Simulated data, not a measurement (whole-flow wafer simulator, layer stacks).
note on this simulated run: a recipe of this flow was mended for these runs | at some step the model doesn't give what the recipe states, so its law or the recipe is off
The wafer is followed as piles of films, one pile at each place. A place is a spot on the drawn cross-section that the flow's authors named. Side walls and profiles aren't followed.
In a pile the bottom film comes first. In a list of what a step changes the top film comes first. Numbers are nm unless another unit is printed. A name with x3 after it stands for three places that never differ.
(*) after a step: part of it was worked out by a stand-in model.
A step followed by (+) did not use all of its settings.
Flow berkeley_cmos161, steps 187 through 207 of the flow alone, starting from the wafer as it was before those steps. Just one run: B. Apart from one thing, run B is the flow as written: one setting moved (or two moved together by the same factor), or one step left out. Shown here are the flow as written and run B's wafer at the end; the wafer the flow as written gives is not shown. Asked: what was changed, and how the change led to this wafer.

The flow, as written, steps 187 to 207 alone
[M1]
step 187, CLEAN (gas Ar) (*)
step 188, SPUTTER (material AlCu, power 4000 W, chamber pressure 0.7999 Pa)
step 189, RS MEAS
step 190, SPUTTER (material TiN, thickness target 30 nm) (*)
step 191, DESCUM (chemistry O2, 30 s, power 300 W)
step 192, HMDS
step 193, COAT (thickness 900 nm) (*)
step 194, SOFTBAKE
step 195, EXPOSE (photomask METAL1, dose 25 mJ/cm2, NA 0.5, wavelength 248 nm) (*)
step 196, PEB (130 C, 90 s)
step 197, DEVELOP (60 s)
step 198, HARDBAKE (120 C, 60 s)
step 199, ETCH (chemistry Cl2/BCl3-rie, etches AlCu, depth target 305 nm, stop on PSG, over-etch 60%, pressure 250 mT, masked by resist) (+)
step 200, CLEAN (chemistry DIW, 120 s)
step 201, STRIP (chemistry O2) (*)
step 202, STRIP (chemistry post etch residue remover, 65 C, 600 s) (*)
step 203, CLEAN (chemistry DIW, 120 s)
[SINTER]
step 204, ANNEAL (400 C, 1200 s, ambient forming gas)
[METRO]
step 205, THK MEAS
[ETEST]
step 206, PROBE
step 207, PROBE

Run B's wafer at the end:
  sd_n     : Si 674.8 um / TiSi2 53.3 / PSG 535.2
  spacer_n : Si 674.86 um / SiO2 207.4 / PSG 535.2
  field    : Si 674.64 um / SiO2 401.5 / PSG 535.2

What caused this: step 199, ETCH: depth target 238 nm was run, whereas the flow has depth target 305 nm.

The path from the change to this, step by step:
  step 199, ETCH (chemistry Cl2/BCl3-rie, etches AlCu, depth target 305 nm, stop on PSG, over-etch 60%, pressure 250 mT, masked by resist) (+)
      field, sd_n, spacer_n, gate_n, spacer_p, gate_p: -30 TiN (all of it), -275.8 AlCu (all of it), -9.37 PSG (it would be, as written: -30 TiN (all of it), -275.8 AlCu (all of it), -22.8 PSG)
      contact, m1: -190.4 KrF-resist (it would be, as written: -244 KrF-resist)
      (also at 1 further place)
  step 201, STRIP (chemistry O2) (*)
      contact: -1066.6 KrF-resist (all of it) (it would be, as written: -1013 KrF-resist (all of it))
      m1: -591.1 KrF-resist (all of it) (it would be, as written: -537.5 KrF-resist (all of it))
